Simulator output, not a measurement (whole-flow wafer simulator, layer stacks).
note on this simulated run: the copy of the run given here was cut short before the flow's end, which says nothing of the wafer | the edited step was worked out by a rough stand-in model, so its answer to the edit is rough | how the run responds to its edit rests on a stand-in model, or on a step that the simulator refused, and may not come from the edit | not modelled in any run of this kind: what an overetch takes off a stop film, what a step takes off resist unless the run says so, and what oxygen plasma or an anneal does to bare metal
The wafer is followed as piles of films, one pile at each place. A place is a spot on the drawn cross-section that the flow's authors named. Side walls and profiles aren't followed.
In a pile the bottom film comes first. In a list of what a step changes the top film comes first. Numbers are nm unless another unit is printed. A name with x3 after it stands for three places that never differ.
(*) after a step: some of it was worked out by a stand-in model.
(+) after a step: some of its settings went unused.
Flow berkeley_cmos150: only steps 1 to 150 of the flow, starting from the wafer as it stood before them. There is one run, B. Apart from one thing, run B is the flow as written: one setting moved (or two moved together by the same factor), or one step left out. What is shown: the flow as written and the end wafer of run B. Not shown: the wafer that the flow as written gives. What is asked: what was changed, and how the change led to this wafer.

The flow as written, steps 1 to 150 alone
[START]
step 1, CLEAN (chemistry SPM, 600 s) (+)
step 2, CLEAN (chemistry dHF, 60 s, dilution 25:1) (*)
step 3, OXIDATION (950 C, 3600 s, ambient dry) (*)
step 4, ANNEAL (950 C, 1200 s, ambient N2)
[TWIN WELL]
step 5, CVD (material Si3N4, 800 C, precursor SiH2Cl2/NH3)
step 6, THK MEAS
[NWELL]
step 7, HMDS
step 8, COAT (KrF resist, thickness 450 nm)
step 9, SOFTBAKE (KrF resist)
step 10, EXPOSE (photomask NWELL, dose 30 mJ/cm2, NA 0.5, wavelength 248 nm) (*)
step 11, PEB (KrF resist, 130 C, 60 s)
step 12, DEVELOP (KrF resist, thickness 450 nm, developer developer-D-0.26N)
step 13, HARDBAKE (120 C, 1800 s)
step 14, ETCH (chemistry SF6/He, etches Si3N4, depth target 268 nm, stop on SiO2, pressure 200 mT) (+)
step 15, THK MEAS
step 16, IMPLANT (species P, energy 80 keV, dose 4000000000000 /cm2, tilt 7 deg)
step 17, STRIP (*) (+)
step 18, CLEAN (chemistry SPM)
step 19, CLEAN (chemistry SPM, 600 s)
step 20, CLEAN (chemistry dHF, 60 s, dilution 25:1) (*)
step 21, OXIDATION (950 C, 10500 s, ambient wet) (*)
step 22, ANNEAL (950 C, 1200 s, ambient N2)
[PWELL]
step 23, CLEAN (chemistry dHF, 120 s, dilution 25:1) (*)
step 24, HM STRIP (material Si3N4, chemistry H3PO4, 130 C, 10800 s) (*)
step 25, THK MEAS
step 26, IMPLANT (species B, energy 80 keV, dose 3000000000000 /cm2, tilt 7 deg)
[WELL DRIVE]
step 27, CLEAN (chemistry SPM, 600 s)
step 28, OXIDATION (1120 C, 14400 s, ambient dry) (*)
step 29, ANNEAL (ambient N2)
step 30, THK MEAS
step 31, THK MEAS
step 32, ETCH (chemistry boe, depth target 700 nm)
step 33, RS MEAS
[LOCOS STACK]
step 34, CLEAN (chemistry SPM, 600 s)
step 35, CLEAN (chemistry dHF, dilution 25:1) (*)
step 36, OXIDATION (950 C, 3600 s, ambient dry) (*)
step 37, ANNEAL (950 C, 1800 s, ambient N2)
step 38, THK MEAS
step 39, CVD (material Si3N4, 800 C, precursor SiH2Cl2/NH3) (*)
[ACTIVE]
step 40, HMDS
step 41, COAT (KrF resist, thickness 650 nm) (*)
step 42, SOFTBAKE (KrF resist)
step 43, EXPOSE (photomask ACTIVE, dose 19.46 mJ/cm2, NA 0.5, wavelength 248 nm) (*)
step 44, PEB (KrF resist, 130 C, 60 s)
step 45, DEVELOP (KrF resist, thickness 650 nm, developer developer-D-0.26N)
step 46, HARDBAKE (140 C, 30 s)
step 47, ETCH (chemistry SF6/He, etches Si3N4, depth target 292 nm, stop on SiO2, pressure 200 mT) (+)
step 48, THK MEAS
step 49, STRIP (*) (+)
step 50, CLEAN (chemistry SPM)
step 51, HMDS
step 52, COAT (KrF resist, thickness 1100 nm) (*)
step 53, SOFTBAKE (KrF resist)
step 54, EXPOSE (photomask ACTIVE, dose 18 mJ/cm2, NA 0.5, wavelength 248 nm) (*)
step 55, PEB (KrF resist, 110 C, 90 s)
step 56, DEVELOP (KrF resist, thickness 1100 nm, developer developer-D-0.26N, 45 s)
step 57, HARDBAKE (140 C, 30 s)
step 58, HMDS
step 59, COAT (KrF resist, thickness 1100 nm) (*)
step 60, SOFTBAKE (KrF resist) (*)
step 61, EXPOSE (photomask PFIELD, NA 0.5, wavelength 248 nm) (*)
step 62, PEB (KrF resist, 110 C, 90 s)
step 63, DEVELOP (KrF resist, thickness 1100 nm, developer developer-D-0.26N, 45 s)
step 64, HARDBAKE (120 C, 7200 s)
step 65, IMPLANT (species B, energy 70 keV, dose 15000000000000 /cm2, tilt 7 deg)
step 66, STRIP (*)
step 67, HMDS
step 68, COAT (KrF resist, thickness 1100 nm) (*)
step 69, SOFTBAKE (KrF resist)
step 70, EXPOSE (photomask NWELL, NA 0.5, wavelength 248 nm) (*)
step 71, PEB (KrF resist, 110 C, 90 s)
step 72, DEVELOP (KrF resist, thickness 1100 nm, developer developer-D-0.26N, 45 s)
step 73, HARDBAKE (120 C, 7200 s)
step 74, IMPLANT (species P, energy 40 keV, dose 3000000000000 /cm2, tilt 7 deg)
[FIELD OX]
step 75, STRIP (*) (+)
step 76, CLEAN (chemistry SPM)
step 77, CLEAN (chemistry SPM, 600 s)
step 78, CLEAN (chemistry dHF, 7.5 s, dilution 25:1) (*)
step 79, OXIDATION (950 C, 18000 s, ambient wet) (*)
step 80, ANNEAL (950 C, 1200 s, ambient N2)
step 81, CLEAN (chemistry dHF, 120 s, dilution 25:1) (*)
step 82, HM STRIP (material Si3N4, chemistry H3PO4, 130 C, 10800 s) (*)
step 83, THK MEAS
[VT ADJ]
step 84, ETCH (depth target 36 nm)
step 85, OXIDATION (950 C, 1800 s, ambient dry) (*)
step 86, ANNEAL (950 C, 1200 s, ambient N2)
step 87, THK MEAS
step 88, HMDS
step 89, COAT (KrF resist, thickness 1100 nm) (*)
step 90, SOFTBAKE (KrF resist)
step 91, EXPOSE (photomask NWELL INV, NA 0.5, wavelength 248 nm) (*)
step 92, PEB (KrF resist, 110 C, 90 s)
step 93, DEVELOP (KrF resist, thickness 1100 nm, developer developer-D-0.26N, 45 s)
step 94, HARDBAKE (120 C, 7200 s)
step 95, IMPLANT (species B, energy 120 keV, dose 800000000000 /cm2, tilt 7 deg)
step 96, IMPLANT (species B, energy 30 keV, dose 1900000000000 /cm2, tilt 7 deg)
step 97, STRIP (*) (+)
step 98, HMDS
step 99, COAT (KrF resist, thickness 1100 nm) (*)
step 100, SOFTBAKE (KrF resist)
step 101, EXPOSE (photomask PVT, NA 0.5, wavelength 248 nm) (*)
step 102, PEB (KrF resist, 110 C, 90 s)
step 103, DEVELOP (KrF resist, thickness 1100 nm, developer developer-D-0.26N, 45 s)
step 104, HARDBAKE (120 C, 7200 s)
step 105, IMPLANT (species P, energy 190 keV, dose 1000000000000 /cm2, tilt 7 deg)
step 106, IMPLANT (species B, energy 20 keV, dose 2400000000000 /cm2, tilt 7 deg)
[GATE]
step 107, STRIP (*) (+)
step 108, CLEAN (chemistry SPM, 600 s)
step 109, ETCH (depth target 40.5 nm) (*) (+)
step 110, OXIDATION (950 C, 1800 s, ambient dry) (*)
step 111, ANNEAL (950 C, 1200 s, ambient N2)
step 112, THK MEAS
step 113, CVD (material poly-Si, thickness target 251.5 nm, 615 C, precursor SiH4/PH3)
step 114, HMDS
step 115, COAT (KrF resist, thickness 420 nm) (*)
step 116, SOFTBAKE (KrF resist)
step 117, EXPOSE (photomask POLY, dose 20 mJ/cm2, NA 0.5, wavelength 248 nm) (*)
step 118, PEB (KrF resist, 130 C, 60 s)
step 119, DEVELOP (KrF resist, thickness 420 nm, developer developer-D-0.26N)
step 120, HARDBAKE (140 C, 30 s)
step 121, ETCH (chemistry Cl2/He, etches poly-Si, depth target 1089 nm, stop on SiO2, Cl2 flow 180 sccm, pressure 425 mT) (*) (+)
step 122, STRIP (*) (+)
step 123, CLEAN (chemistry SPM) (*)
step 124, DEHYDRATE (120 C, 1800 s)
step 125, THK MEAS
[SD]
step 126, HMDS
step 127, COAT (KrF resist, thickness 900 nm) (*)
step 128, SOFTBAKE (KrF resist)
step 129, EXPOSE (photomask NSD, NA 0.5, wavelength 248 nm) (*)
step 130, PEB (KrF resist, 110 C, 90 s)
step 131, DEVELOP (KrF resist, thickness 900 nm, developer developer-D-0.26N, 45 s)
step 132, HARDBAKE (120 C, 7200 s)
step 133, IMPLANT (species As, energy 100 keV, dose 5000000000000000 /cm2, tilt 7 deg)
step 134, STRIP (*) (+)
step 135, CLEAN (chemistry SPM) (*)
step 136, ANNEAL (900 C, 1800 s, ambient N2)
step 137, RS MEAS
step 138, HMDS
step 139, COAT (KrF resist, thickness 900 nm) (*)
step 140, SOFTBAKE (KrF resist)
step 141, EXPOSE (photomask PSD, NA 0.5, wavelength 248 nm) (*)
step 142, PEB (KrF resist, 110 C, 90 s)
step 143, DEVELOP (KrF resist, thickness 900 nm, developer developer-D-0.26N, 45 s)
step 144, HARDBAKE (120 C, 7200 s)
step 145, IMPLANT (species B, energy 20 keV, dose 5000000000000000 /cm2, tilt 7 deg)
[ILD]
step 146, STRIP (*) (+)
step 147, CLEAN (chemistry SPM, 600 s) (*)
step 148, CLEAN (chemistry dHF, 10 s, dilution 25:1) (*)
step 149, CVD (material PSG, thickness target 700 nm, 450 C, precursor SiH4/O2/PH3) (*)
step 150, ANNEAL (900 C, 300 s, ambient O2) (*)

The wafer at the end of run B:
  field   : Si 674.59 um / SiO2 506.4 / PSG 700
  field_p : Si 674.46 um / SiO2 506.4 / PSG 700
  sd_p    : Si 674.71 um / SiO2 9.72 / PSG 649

Cause: step 109, ETCH: depth target 56.7 nm was run, while the flow as written has depth target 40.5 nm.

Step by step, how the change led to this:
  step 109, ETCH (depth target 40.5 nm) (*) (+)
      field, field_p: -56.7 SiO2 (in the flow as written it would be: -40.5 SiO2)
  step 122, STRIP (*) (+)
      gate_p: +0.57 chemical SiO2 (new film), -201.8 KrF resist (all of it), -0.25 poly-Si (in the flow as written it would be: +0.57 chemical SiO2 (new film), -206.4 KrF resist (all of it), -0.25 poly-Si)
